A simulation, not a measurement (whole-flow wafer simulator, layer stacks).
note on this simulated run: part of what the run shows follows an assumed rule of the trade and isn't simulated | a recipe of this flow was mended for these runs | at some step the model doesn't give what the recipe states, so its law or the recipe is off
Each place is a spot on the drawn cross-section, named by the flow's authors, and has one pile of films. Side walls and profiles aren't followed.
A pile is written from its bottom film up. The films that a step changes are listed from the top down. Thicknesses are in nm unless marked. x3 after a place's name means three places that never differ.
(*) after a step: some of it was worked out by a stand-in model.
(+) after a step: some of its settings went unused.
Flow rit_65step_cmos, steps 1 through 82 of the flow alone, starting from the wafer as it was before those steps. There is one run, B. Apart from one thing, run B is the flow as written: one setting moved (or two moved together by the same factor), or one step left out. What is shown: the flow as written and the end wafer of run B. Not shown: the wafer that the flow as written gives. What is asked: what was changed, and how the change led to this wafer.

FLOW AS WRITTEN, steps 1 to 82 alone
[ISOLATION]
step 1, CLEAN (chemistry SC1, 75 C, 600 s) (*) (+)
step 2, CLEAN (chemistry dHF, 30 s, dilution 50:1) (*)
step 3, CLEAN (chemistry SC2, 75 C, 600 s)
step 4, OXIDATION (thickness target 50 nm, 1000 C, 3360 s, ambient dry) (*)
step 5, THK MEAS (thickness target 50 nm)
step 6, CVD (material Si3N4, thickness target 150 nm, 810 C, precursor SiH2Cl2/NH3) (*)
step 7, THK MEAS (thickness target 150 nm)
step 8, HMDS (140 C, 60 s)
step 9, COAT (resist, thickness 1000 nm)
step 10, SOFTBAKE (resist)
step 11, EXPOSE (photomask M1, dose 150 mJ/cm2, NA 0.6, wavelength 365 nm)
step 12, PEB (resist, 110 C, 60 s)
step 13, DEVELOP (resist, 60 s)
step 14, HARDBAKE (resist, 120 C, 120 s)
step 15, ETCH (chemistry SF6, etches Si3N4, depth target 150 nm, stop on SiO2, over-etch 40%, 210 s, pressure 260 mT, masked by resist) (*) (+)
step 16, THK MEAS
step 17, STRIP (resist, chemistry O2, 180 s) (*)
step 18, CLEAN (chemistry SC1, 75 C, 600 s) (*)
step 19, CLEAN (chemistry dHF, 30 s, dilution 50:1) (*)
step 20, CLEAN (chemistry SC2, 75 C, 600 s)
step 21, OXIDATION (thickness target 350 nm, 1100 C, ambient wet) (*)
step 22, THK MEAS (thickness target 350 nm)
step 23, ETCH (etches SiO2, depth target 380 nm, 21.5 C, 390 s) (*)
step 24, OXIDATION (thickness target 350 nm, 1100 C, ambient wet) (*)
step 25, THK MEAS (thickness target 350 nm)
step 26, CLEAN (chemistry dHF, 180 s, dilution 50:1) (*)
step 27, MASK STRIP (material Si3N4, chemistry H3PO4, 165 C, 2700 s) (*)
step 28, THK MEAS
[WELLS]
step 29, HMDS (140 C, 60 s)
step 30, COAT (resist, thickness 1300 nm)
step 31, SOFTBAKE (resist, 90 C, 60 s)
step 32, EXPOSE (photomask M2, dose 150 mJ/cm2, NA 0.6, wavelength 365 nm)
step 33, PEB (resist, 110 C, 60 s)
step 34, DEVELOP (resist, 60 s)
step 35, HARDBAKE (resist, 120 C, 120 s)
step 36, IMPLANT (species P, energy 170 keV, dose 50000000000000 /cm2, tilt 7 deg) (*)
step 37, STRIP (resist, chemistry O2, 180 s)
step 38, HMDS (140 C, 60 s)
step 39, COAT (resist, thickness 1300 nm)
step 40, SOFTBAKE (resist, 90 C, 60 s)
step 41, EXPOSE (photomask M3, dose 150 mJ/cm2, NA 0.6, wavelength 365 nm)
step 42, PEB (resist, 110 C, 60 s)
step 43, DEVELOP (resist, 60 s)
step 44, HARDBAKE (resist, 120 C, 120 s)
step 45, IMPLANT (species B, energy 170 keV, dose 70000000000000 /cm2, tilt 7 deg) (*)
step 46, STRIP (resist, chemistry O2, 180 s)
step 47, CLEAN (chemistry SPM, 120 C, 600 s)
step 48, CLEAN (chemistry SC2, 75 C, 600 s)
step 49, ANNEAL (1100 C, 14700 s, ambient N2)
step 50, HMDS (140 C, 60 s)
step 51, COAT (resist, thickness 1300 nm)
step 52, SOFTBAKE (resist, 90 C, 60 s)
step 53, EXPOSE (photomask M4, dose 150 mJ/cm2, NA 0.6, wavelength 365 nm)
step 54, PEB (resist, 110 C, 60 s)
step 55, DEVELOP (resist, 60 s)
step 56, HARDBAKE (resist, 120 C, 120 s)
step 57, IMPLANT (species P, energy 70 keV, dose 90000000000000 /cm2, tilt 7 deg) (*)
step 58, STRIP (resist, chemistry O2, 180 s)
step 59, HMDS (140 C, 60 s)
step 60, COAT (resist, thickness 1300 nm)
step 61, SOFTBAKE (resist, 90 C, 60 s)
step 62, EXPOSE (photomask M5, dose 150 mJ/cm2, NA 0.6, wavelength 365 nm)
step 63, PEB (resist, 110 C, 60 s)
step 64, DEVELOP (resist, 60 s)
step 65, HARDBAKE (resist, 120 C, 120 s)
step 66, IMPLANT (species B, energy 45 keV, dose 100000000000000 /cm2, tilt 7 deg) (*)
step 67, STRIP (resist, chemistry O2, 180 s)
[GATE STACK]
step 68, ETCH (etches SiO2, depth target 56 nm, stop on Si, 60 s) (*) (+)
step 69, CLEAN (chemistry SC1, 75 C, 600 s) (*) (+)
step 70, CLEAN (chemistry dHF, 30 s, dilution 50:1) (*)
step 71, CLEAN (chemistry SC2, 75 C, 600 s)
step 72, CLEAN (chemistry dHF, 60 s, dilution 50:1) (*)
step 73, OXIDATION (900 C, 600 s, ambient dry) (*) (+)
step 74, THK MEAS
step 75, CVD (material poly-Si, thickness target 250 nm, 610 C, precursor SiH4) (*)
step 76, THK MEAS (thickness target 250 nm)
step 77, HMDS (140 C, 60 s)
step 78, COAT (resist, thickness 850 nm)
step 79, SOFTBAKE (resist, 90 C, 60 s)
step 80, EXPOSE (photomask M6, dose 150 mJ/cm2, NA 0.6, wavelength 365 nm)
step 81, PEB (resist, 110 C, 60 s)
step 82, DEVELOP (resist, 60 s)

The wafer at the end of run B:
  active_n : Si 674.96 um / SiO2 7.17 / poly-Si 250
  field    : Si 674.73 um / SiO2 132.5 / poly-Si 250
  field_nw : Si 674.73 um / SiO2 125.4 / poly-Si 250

Cause: step 24, OXIDATION: thickness target 224 nm was run, whereas the flow has thickness target 350 nm; step 27, MASK STRIP: 1728 s was run, where the flow has 2700 s.

How this came from the change, step by step:
  step 24, OXIDATION (thickness target 350 nm, 1100 C, ambient wet) (*)
      active_n, active_p, gate_n and 7 more: SiO2 gains 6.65 (new film), Si3N4 loses 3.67 (in the flow as written it would be: SiO2 gains 12 (new film), Si3N4 loses 6.61)
      field, field_pw, field_nw, field_p: SiO2 gains 224 (new film), Si loses 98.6 (in the flow as written it would be: SiO2 gains 350 (new film), Si loses 154)
  step 26, CLEAN (chemistry dHF, 180 s, dilution 50:1) (*)
      active_n, active_p, gate_n and 7 more: SiO2 loses 6.65 (all of it), Si3N4 loses 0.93 (in the flow as written it would be: SiO2 loses 12 (all of it), Si3N4 loses 0.44)
  step 27, MASK STRIP (material Si3N4, chemistry H3PO4, 165 C, 2700 s) (*)
      active_n, active_p, gate_n and 7 more: Si3N4 loses 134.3 (all of it), SiO2 loses 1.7 (in the flow as written it would be: Si3N4 loses 131.8 (all of it), SiO2 loses 5.64)
      field, field_pw, field_nw, field_p: SiO2 loses 6.83 (in the flow as written it would be: SiO2 loses 10.7)
  step 30, COAT (resist, thickness 1300 nm)
      field_pw, field_nw: resist gains 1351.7 (new film) (in the flow as written it would be: resist gains 1313 (new film))
      field: resist gains 1368.6 (new film) (in the flow as written it would be: resist gains 1315.7 (new film))
      (as well as at 1 more place)
  step 33, PEB (resist, 110 C, 60 s)
      field, field_p: resist loses 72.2 (in the flow as written it would be: resist loses 69.2)
      field_pw, field_nw: resist loses 71.1 (in the flow as written it would be: resist loses 69.1)
  step 34, DEVELOP (resist, 60 s)
      field_nw: resist loses 1280.6 (all of it) (in the flow as written it would be: resist loses 1243.9 (all of it))
      field_p: resist loses 1296.2 (all of it) (in the flow as written it would be: resist loses 1246.5 (all of it))
  step 35, HARDBAKE (resist, 120 C, 120 s)
      field: resist loses 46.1 (in the flow as written it would be: resist loses 44.1)
      field_pw: resist loses 45.3 (in the flow as written it would be: resist loses 44)
  step 37, STRIP (resist, chemistry O2, 180 s)
      field: resist loses 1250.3 (all of it) (in the flow as written it would be: resist loses 1202.4 (all of it))
      field_pw: resist loses 1235.3 (all of it) (in the flow as written it would be: resist loses 1199.9 (all of it))
  step 39, COAT (resist, thickness 1300 nm)
      field_pw, field_nw: resist gains 1351.7 (new film) (in the flow as written it would be: resist gains 1313 (new film))
      field: resist gains 1368.6 (new film) (in the flow as written it would be: resist gains 1315.7 (new film))
      (as well as at 1 more place)
  step 42, PEB (resist, 110 C, 60 s)
      field, field_p: resist loses 72.2 (in the flow as written it would be: resist loses 69.2)
      field_pw, field_nw: resist loses 71.1 (in the flow as written it would be: resist loses 69.1)
  step 43, DEVELOP (resist, 60 s)
      field: resist loses 1296.4 (all of it) (in the flow as written it would be: resist loses 1246.5 (all of it))
      field_pw: resist loses 1280.6 (all of it) (in the flow as written it would be: resist loses 1243.9 (all of it))
  step 44, HARDBAKE (resist, 120 C, 120 s)
      field_nw: resist loses 45.3 (in the flow as written it would be: resist loses 44)
      field_p: resist loses 46.1 (in the flow as written it would be: resist loses 44.1)
  step 46, STRIP (resist, chemistry O2, 180 s)
      field_nw: resist loses 1235.3 (all of it) (in the flow as written it would be: resist loses 1199.9 (all of it))
      field_p: resist loses 1250.1 (all of it) (in the flow as written it would be: resist loses 1202.3 (all of it))
  step 51, COAT (resist, thickness 1300 nm)
      field_pw, field_nw: resist gains 1351.7 (new film) (in the flow as written it would be: resist gains 1313 (new film))
      field: resist gains 1368.6 (new film) (in the flow as written it would be: resist gains 1315.7 (new film))
      (as well as at 1 more place)
  step 54, PEB (resist, 110 C, 60 s)
      field, field_p: resist loses 72.2 (in the flow as written it would be: resist loses 69.2)
      field_pw, field_nw: resist loses 71.1 (in the flow as written it would be: resist loses 69.1)
  step 55, DEVELOP (resist, 60 s)
      field_nw: resist loses 1280.6 (all of it) (in the flow as written it would be: resist loses 1243.9 (all of it))
      field_p: resist loses 1296.2 (all of it) (in the flow as written it would be: resist loses 1246.5 (all of it))
  ... 10 further steps ...
  step 82, DEVELOP (resist, 60 s)
      field: resist loses 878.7 (all of it) (in the flow as written it would be: resist loses 832.7 (all of it))
      field_pw: resist loses 858.4 (all of it) (in the flow as written it would be: resist loses 826 (all of it))
      (as well as at 2 more places)
